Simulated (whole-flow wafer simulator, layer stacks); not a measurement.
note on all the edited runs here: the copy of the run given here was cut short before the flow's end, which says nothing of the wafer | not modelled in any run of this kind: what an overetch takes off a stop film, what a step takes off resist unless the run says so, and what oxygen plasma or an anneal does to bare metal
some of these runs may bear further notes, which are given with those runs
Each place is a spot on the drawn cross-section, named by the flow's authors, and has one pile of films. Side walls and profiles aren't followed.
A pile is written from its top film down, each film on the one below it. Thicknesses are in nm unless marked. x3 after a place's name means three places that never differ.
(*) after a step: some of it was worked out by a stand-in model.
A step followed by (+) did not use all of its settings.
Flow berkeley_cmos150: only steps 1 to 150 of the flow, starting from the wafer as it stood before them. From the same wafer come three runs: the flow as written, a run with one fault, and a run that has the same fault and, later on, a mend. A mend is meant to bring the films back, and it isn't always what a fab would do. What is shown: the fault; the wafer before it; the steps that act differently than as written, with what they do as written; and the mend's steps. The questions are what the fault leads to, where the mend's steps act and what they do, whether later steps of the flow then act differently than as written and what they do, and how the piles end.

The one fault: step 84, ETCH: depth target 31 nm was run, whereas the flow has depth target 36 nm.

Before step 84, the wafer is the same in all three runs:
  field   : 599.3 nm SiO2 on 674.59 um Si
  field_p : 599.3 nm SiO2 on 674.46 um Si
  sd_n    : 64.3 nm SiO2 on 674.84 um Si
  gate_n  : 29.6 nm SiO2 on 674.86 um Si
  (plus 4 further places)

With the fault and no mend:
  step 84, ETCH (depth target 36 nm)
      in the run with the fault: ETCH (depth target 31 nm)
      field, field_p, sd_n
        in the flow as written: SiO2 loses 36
        in the run with the fault: SiO2 loses 31
  Steps later in the flow that act otherwise than as written (26 other steps are not shown; they differ only slightly, by no more than 2% or 0.5 nm, whichever is larger):
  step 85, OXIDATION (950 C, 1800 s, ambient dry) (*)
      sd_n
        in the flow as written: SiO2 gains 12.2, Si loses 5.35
        in the run with the fault: SiO2 gains 9.6, Si loses 4.23
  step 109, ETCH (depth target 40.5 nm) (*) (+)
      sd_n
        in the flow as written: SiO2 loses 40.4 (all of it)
        in the run with the fault: SiO2 loses 40.5
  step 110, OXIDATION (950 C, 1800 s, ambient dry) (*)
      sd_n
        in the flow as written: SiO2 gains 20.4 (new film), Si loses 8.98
        in the run with the fault: SiO2 gains 18.4, Si loses 8.1
  When the end is reached, the piles differ only a little from the flow's at the places that both follow, at most by 2% or 0.5 nm, whichever is larger.

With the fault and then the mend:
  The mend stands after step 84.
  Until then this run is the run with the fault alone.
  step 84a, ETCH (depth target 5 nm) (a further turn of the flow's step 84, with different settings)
      field, field_p, sd_n
        SiO2 loses 5
  Every later step of the flow that is run acts as written at every place that is followed.
  By the end, the piles equal the flow's at every place that both follow.
